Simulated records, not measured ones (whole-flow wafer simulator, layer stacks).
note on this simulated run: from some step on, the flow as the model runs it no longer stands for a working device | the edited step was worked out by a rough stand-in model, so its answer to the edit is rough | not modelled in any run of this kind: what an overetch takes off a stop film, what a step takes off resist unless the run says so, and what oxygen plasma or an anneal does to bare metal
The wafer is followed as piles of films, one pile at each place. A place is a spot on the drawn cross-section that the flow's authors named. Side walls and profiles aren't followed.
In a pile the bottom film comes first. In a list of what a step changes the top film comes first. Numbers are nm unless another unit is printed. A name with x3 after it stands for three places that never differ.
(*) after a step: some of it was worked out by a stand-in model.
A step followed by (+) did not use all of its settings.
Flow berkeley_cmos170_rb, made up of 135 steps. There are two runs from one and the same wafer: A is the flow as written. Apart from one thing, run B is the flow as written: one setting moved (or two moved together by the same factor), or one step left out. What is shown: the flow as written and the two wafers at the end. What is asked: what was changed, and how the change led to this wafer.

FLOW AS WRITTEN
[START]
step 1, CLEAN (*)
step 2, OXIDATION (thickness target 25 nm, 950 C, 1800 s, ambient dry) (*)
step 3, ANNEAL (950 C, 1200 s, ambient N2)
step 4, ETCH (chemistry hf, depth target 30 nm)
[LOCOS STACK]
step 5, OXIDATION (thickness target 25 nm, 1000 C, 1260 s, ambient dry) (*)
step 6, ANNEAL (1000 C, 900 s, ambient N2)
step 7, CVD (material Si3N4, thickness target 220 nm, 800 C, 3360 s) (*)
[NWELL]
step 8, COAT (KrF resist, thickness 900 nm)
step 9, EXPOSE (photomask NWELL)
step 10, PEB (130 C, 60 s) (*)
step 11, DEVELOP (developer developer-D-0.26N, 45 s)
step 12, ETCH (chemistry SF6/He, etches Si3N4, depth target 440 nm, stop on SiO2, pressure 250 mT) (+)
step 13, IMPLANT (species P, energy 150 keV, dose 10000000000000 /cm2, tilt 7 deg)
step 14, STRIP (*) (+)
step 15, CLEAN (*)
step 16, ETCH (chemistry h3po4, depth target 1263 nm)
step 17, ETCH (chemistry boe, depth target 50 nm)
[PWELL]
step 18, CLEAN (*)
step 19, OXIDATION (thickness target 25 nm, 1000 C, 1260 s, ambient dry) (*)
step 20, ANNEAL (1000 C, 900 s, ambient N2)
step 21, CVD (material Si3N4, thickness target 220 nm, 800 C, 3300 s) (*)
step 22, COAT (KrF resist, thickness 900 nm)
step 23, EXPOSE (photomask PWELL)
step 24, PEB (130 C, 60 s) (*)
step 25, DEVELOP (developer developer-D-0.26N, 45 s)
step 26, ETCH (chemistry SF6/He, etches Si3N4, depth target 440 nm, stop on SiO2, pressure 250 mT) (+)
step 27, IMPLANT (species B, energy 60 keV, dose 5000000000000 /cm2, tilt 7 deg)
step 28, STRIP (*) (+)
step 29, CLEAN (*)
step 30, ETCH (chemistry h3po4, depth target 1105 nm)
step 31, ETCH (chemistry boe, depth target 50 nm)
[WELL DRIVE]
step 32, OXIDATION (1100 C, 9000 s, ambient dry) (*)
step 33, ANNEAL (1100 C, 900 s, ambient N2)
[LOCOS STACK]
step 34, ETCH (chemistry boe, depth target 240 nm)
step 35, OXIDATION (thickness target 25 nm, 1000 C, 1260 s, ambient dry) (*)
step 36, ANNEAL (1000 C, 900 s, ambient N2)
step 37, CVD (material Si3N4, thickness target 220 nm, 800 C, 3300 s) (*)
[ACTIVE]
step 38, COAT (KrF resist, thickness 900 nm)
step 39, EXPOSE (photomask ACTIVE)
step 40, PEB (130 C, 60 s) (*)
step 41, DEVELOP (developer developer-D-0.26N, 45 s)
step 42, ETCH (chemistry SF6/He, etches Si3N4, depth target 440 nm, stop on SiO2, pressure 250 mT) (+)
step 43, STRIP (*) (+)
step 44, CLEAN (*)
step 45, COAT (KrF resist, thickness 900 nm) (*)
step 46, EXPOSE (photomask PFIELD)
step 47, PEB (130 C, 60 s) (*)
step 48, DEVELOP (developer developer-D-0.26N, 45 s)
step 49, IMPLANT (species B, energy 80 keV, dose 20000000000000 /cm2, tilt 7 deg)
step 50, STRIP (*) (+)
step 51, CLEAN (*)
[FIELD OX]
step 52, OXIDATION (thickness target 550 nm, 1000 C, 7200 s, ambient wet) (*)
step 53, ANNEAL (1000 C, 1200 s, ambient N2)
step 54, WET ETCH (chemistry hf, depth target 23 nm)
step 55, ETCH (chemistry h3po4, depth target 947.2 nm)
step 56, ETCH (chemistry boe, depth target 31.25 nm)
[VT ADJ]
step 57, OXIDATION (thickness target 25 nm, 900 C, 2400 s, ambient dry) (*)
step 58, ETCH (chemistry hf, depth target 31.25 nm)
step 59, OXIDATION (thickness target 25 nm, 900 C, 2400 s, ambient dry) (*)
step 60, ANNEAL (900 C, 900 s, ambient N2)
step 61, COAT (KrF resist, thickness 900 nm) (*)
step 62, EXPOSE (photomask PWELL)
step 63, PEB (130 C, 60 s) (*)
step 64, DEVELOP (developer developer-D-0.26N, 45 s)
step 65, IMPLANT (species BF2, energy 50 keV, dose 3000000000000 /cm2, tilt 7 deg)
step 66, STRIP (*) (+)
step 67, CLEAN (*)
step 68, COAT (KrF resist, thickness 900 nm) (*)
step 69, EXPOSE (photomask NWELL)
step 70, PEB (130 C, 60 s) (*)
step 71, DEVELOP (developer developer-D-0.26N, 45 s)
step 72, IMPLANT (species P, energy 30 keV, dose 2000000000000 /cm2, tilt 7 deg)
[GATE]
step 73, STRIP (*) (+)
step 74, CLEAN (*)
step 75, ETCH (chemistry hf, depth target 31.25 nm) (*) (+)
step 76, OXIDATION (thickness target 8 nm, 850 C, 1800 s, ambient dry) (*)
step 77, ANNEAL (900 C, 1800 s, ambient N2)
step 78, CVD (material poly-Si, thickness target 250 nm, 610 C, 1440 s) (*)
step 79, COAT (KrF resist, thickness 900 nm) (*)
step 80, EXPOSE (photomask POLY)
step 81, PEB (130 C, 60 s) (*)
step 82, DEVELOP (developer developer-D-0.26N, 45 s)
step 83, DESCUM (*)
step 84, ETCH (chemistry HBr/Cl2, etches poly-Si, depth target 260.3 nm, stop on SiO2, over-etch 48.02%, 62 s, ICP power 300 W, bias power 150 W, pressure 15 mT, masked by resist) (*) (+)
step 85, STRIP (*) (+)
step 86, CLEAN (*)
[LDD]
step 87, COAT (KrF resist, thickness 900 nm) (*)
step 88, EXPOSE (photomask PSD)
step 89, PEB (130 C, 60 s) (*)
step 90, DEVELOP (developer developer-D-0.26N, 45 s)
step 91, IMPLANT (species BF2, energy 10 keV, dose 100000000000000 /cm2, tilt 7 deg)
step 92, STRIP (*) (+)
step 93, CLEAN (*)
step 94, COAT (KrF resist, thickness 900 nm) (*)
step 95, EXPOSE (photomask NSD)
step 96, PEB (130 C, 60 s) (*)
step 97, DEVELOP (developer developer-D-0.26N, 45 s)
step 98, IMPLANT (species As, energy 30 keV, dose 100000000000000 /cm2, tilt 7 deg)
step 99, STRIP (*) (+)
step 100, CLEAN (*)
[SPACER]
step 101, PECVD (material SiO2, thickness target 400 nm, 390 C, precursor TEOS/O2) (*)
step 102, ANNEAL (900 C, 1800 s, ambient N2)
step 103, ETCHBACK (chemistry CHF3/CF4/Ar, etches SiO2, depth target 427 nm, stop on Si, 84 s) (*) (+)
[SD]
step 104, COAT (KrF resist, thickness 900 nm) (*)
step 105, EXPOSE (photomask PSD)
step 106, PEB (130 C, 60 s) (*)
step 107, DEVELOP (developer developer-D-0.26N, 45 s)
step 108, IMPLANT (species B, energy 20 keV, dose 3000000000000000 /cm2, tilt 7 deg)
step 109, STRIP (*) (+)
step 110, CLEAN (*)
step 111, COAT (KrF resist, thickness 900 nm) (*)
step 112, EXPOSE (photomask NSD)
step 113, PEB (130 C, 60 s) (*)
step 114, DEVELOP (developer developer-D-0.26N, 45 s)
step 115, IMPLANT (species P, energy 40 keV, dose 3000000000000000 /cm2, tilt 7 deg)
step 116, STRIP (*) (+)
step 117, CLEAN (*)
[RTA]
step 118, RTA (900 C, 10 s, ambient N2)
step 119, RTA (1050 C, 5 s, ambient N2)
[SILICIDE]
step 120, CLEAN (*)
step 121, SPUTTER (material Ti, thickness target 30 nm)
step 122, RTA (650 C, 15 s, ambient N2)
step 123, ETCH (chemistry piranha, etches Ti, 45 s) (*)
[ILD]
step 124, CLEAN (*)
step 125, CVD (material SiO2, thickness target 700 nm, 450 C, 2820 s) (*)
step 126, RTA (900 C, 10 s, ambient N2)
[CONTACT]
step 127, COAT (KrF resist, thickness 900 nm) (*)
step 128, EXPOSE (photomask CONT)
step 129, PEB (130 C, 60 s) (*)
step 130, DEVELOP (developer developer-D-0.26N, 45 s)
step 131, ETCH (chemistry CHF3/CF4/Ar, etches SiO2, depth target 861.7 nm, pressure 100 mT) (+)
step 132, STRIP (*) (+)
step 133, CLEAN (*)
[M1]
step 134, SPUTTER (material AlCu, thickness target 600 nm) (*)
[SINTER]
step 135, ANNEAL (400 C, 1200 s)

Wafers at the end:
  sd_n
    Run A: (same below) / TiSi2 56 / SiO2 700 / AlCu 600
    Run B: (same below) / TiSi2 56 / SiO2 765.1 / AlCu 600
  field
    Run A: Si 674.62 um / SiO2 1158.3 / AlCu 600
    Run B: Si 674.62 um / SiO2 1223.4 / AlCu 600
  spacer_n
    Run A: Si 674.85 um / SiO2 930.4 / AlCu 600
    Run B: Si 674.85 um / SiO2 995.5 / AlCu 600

The reason: step 125, CVD: thickness target 765.1 nm was run, whereas the flow has thickness target 700 nm; step 125, CVD: 3082 s was run, where the flow has 2820 s.
The wafer itself shows it: sd_n has SiO2 765.1, and step 125 as written asks for 700 nm.

Step by step, how the change led to this:
  step 125, CVD (material SiO2, thickness target 700 nm, 450 C, 2820 s) (*)
      sd_n, gate, sd_p, gate_p, contact, m1: A SiO2 gains 700 (new film) | B SiO2 gains 765.1 (new film)
      field, spacer_n, spacer_p: A SiO2 gains 700 | B SiO2 gains 765.1
  step 131, ETCH (chemistry CHF3/CF4/Ar, etches SiO2, depth target 861.7 nm, pressure 100 mT) (+)
      contact: A SiO2 loses 700 (all of it), TiSi2 loses 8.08 | B SiO2 loses 765.1 (all of it), TiSi2 loses 4.83
  step 134, SPUTTER (material AlCu, thickness target 600 nm) (*)
      contact: A AlCu gains 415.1 (new film) | B AlCu gains 400.3 (new film)
